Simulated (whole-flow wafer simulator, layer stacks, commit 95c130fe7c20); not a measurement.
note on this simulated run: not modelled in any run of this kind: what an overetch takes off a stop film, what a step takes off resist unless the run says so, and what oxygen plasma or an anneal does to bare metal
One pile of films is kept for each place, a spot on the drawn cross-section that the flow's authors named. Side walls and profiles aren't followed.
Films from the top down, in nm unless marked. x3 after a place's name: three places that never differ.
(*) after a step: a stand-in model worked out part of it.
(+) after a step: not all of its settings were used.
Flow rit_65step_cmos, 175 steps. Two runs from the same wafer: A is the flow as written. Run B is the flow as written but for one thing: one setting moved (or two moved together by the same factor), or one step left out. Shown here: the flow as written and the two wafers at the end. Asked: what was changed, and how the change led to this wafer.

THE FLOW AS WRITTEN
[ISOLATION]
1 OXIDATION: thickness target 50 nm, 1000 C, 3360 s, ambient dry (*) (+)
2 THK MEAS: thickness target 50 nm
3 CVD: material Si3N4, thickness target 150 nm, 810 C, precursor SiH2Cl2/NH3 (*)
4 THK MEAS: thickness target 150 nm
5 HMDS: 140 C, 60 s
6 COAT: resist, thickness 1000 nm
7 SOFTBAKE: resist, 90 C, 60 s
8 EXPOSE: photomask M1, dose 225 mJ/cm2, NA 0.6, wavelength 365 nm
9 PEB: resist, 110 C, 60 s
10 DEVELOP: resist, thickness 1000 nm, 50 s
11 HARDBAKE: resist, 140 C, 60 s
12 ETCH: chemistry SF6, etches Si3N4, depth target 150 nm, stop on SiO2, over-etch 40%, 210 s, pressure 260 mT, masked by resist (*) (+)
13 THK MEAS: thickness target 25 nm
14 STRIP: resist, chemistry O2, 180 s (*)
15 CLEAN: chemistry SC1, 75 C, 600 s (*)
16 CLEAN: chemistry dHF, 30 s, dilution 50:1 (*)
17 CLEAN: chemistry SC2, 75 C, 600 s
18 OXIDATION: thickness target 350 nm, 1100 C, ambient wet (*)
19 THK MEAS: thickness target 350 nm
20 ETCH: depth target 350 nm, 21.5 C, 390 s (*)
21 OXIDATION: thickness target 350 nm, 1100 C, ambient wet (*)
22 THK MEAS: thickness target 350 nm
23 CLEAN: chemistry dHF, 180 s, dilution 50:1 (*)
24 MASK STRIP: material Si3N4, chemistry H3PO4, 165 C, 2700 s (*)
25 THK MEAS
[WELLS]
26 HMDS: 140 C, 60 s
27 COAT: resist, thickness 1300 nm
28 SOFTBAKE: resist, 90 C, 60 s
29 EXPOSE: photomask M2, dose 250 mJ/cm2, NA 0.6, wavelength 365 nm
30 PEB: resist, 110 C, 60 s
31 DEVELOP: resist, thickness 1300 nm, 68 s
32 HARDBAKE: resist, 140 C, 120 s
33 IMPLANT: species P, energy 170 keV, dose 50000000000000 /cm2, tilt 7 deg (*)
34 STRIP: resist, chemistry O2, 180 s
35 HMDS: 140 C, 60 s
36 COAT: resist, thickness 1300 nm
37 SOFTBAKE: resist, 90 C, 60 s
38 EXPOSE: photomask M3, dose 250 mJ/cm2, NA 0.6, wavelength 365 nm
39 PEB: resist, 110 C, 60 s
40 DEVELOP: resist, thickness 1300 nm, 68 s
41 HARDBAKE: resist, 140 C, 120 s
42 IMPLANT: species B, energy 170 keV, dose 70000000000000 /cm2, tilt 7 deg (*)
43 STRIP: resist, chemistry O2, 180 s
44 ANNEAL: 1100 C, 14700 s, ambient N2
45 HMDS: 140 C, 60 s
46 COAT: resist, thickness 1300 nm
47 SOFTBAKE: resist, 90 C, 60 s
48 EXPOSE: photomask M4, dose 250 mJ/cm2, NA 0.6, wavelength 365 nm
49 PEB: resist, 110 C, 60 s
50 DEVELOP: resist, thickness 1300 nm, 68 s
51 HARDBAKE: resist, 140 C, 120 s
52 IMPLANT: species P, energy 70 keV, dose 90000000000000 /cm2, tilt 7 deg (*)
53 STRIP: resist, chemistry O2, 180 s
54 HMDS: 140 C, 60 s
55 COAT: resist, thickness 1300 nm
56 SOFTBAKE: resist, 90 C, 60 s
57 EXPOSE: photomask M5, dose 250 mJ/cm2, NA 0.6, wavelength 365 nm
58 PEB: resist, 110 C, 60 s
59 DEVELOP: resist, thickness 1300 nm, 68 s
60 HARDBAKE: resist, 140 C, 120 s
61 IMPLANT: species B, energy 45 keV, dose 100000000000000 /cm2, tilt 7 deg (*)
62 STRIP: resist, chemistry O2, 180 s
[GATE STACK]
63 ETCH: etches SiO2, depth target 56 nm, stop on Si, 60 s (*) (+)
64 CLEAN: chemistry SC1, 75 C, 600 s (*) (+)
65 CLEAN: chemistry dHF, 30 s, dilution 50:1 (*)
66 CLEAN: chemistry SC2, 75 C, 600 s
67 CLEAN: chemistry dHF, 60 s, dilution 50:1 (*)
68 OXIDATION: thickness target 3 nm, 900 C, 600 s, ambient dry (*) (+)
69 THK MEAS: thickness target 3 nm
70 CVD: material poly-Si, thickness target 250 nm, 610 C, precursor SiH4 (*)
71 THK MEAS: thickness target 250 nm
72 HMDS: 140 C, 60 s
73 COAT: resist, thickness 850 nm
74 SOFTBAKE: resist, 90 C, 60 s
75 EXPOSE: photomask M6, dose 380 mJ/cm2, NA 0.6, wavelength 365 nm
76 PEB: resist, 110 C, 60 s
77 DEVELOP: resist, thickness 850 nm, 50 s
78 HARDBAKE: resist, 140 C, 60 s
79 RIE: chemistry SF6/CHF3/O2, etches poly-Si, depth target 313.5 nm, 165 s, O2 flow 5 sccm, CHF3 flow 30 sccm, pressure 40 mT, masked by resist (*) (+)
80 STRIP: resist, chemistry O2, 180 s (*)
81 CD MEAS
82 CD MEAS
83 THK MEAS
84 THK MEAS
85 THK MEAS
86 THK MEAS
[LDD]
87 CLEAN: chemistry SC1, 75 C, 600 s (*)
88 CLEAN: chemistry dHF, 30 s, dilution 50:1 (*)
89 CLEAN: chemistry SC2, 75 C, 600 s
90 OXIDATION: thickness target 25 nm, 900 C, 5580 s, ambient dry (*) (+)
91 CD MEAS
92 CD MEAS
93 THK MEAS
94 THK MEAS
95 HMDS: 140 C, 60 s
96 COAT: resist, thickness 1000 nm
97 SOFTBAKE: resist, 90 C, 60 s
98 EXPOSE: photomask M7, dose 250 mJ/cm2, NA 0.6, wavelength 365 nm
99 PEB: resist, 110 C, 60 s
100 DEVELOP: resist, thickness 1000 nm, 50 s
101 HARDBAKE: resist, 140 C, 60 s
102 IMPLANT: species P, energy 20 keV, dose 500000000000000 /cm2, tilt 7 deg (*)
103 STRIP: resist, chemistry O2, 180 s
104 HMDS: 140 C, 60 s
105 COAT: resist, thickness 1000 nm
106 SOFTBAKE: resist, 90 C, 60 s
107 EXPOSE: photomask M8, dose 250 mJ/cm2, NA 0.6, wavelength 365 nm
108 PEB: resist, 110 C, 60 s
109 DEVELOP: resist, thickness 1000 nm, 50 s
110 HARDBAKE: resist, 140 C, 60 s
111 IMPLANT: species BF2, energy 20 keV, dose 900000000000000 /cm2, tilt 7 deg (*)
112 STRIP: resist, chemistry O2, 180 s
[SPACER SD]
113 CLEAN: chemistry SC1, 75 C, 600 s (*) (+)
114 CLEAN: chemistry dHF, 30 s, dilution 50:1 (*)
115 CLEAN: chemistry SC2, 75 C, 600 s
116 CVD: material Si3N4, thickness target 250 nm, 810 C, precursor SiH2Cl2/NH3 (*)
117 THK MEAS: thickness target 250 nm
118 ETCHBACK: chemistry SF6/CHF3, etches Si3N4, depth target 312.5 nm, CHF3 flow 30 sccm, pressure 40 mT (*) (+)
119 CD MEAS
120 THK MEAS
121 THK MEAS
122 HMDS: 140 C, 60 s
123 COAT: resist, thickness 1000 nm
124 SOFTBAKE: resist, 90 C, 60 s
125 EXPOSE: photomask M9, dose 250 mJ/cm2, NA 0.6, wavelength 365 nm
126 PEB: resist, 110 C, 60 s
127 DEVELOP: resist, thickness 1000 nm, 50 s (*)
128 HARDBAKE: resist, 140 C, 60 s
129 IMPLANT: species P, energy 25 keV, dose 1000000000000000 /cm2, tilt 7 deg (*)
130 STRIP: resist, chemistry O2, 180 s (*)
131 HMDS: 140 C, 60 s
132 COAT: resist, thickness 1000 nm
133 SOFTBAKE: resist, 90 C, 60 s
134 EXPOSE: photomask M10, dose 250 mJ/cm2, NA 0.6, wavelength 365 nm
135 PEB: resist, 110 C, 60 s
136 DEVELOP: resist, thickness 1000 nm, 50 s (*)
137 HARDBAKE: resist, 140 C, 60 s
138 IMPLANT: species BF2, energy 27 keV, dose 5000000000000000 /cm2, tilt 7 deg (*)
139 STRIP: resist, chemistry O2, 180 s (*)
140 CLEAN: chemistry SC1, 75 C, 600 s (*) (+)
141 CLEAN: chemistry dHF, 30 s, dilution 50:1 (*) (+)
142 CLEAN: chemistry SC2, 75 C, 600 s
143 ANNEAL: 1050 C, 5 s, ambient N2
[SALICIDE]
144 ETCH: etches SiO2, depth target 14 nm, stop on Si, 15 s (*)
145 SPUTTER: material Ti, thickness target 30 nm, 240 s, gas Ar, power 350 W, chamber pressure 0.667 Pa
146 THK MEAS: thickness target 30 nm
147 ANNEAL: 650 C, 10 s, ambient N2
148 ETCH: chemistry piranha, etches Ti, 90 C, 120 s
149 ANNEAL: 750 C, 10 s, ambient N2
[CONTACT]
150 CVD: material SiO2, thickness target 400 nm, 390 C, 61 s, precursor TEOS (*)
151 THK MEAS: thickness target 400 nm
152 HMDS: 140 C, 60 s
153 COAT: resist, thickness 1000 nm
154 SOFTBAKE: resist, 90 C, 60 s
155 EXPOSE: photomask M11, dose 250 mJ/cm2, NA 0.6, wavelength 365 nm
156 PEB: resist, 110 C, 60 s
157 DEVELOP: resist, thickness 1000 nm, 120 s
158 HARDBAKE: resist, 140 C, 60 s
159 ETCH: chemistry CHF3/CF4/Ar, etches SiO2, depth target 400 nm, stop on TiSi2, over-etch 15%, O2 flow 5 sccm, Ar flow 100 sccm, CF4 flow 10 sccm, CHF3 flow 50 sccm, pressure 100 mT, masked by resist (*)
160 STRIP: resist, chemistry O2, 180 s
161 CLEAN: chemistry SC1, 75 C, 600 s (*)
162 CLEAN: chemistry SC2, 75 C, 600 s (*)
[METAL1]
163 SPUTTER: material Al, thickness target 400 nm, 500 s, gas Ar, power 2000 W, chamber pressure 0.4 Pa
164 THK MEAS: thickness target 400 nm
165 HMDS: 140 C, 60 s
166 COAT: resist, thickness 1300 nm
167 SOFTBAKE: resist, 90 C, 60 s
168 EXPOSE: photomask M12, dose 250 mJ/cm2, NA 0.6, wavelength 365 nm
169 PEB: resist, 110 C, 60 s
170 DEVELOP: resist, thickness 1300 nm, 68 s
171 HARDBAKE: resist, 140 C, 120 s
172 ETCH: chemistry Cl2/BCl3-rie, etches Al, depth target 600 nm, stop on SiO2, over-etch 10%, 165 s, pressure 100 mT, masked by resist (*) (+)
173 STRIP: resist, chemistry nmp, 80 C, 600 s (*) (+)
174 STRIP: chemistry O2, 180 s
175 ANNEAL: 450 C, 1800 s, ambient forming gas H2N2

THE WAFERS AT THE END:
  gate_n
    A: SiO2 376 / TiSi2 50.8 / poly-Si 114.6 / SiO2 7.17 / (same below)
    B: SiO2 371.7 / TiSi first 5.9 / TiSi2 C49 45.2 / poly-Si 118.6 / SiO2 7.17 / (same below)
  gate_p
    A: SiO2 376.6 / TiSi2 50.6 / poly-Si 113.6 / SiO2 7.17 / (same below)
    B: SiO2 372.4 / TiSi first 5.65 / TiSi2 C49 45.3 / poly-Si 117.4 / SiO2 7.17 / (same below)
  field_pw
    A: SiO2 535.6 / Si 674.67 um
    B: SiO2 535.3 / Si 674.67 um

The cause: step 149, ANNEAL: 600 C was run, where the flow has 750 C.

How the change led to this, step by step:
  149 ANNEAL: 750 C, 10 s, ambient N2
      gate_n: A TiSi2 +50.8 (new film), TiSi first -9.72 (all of it), TiSi2 C49 -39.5 (all of it), poly-Si -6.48 | B TiSi first -3.52, TiSi2 C49 +5.24, poly-Si -2.35
      gate_p: A TiSi2 +50.6 (new film), TiSi first -9.46 (all of it), TiSi2 C49 -39.6 (all of it), poly-Si -6.31 | B TiSi first -3.51, TiSi2 C49 +5.22, poly-Si -2.34
